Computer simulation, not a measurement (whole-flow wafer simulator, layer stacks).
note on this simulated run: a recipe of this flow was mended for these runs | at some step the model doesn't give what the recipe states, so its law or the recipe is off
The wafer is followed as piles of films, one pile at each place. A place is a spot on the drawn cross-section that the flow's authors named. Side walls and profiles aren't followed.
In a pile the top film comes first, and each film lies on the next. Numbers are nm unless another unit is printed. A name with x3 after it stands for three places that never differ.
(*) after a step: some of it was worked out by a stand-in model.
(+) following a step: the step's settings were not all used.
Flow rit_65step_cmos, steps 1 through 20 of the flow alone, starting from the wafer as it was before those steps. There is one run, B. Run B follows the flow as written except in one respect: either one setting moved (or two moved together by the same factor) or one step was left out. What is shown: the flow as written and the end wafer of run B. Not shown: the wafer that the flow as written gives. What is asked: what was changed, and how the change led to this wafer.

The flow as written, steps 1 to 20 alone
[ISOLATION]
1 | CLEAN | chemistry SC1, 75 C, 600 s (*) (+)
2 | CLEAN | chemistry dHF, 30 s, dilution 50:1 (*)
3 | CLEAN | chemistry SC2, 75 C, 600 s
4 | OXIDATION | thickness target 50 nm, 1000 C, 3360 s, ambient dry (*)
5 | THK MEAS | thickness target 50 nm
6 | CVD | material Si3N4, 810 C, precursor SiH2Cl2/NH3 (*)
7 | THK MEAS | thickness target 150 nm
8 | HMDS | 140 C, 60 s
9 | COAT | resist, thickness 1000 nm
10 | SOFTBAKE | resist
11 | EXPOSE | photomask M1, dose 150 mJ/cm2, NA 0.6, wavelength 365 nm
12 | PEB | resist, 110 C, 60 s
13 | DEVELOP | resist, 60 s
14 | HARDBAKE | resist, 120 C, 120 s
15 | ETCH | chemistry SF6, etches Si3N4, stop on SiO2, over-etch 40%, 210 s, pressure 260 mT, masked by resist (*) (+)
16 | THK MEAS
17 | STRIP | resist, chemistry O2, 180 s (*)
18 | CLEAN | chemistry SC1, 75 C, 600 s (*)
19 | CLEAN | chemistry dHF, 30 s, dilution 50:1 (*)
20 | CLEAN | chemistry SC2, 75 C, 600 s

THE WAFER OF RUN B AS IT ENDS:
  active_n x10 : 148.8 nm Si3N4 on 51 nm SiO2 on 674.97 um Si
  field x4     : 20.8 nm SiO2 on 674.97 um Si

The reason: step 18, CLEAN: 89 C was run, while the flow as written has 75 C.

The path from the change to this, step by step:
  18 | CLEAN | chemistry SC1, 75 C, 600 s (*)
      field x4: -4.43 SiO2 (in the flow as written it would be: -2.05 SiO2)
